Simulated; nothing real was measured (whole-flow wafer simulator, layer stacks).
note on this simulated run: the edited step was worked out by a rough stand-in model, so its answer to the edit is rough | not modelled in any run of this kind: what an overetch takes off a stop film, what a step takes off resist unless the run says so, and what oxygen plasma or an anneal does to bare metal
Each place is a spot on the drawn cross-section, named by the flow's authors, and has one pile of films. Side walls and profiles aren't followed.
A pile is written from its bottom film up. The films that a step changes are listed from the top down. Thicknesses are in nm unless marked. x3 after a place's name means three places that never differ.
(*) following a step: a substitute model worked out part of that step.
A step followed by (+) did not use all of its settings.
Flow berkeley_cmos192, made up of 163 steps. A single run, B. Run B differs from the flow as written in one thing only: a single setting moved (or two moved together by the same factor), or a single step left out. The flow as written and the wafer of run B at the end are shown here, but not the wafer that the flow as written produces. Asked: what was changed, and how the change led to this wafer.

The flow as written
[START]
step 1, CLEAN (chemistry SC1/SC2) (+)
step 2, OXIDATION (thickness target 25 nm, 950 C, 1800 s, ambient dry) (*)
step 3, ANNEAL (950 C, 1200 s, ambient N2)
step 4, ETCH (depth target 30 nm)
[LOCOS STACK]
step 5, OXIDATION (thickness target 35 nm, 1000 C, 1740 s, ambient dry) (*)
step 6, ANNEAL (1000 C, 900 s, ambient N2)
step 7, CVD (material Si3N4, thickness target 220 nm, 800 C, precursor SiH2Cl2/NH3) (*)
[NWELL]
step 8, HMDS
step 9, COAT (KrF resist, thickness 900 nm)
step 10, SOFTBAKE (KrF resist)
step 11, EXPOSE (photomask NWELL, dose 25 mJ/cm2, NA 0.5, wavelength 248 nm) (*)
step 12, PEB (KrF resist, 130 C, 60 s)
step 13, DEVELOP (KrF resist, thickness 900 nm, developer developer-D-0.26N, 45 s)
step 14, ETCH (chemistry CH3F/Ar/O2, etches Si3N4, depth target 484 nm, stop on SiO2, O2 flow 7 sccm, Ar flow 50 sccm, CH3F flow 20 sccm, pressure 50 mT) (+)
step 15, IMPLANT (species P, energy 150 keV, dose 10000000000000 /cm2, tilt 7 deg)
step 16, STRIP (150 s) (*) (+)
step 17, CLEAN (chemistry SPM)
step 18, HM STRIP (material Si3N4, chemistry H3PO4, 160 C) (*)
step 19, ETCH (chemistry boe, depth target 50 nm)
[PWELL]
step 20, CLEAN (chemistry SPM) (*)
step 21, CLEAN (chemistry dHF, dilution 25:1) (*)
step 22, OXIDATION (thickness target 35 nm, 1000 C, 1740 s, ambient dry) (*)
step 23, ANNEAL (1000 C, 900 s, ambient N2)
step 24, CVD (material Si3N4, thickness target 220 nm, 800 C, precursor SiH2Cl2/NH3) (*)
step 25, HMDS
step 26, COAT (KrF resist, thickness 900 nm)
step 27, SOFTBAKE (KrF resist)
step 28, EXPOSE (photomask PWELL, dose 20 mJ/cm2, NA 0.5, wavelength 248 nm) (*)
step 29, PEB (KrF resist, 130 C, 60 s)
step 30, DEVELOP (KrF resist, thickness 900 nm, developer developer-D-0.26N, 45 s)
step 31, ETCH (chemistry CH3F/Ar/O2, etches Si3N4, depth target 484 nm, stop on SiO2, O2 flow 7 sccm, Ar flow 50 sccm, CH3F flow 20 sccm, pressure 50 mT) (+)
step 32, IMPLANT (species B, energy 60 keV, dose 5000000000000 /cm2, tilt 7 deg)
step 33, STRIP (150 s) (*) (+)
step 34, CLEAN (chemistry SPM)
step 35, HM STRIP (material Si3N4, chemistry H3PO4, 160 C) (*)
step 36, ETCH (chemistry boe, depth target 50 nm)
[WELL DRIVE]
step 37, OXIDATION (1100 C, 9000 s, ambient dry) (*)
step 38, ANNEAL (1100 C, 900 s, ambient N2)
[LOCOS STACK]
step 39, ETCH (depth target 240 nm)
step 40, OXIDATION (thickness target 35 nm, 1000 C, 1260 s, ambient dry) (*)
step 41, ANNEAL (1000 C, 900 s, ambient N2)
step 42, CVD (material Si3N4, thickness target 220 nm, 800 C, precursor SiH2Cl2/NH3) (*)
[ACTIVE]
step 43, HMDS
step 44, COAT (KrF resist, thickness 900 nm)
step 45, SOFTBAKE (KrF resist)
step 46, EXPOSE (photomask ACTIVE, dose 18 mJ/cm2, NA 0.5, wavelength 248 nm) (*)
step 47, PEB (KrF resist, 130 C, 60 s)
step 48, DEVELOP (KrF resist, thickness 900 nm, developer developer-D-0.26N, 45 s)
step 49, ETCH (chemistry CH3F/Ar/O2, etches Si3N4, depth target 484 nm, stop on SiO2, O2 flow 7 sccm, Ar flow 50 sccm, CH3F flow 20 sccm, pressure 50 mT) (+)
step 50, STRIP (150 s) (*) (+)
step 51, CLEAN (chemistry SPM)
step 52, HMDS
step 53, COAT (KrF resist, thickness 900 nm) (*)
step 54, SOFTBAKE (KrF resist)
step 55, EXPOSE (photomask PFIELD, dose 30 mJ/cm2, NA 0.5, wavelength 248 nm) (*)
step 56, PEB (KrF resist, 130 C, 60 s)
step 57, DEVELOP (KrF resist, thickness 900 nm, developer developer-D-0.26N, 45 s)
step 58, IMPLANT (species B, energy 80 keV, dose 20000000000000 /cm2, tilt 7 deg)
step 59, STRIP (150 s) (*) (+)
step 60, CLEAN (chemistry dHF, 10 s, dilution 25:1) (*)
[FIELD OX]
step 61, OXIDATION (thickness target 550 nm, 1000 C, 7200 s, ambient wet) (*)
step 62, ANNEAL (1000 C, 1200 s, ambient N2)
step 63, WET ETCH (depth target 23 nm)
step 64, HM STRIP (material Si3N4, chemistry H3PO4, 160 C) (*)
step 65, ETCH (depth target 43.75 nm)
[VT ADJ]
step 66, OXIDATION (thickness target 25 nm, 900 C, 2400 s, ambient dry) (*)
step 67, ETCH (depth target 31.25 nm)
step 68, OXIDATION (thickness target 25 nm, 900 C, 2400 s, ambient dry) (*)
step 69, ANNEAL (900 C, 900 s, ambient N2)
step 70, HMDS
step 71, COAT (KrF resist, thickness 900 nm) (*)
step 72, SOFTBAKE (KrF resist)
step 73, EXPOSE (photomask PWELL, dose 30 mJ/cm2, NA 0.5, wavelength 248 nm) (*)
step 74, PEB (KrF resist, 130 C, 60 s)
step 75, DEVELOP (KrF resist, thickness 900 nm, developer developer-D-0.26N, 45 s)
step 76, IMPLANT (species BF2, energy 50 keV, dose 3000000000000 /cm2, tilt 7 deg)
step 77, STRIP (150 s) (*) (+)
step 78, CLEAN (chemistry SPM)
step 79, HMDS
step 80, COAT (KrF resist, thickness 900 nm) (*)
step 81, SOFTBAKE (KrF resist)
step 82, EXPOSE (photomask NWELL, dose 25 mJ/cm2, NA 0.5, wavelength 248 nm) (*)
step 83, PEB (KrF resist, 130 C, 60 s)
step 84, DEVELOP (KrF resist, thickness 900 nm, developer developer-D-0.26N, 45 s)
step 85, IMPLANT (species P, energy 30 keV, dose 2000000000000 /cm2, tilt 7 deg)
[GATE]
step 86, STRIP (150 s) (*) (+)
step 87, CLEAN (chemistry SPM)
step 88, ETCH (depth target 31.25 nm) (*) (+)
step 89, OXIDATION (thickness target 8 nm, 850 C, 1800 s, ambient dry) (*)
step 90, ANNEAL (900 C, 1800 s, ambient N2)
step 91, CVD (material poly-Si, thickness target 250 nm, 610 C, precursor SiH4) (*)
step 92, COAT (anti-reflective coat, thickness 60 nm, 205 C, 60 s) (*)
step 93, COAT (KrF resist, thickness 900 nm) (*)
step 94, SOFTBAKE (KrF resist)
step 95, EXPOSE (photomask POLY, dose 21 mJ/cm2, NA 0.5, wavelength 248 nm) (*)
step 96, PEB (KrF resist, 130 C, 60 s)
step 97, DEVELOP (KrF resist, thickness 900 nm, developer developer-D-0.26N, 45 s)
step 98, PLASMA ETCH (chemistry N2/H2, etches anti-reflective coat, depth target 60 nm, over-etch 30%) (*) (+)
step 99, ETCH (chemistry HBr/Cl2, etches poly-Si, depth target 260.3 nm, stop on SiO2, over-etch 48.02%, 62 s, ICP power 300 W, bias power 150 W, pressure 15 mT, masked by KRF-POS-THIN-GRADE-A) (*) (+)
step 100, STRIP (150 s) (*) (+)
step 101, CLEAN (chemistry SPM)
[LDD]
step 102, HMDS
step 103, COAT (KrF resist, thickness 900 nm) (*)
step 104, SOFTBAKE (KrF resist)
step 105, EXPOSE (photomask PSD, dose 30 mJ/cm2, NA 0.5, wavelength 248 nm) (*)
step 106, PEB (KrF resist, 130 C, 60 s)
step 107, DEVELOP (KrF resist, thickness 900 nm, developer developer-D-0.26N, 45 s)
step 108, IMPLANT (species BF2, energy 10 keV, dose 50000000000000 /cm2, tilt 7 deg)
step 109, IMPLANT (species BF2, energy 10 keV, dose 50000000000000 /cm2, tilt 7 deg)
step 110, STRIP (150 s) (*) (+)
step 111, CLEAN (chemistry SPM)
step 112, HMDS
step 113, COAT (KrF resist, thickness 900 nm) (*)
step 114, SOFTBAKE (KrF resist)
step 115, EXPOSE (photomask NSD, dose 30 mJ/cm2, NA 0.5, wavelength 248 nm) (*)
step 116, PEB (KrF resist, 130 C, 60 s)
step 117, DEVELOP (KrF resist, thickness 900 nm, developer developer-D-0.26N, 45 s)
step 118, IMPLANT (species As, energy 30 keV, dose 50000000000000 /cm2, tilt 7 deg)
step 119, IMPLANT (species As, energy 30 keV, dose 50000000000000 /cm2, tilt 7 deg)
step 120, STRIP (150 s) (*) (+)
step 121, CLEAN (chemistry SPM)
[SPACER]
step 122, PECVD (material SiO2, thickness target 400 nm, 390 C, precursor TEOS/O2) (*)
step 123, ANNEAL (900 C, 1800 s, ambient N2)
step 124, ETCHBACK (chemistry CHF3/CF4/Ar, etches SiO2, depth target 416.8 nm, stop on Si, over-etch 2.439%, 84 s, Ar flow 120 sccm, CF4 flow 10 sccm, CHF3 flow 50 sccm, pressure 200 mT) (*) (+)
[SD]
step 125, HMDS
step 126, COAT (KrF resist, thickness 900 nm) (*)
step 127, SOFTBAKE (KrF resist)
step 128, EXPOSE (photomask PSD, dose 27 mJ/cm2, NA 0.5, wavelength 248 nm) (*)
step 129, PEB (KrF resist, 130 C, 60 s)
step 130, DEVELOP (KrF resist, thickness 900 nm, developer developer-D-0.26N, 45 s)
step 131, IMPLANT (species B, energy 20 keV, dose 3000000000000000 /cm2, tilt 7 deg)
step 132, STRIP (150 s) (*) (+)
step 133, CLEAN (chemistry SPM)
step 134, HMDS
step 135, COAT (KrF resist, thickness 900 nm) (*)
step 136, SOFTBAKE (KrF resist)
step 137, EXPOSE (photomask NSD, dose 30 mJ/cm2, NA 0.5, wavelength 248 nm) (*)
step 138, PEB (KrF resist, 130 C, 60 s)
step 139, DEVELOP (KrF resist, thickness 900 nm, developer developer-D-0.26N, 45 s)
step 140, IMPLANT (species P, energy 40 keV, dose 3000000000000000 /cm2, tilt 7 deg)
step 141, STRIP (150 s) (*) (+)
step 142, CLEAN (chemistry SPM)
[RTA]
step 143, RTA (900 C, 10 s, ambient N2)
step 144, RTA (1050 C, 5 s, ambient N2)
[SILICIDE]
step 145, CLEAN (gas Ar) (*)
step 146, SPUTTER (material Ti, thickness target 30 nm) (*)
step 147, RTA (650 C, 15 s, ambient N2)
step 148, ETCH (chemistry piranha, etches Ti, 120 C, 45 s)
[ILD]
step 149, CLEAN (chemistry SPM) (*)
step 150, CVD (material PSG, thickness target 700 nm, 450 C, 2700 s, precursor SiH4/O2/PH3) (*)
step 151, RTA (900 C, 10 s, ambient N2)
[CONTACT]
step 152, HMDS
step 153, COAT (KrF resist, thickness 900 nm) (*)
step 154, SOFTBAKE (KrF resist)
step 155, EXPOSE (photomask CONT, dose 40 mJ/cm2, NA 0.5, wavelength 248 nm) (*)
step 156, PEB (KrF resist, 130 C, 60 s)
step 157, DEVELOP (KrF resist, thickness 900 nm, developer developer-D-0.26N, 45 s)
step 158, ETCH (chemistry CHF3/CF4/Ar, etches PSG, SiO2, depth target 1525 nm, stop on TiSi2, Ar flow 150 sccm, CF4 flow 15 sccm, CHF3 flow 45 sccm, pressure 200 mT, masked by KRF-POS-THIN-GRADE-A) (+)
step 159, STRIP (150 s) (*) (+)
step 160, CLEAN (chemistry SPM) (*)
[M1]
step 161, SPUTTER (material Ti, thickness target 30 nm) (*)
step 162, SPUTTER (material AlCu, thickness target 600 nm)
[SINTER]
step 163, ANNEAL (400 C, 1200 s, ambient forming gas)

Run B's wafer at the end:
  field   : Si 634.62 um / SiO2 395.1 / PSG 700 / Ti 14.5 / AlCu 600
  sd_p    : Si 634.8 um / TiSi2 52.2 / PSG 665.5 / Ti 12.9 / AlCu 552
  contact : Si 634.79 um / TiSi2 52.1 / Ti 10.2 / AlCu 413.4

Cause: step 161, SPUTTER: thickness target 14.49 nm was run, though the flow has thickness target 30 nm.
One can read it off the wafer: field has Ti 14.5, and step 161 as written asks for 30 nm.

How this came from the change, step by step:
  step 161, SPUTTER (material Ti, thickness target 30 nm) (*)
      field, sd_n, spacer_n, gate, spacer_p, gate_p, m1: Ti gains 14.5 (new film) (as written it would have been: Ti gains 30 (new film))
      sd_p: Ti gains 12.9 (new film) (as written it would have been: Ti gains 26.6 (new film))
      (and at 1 other place as well)
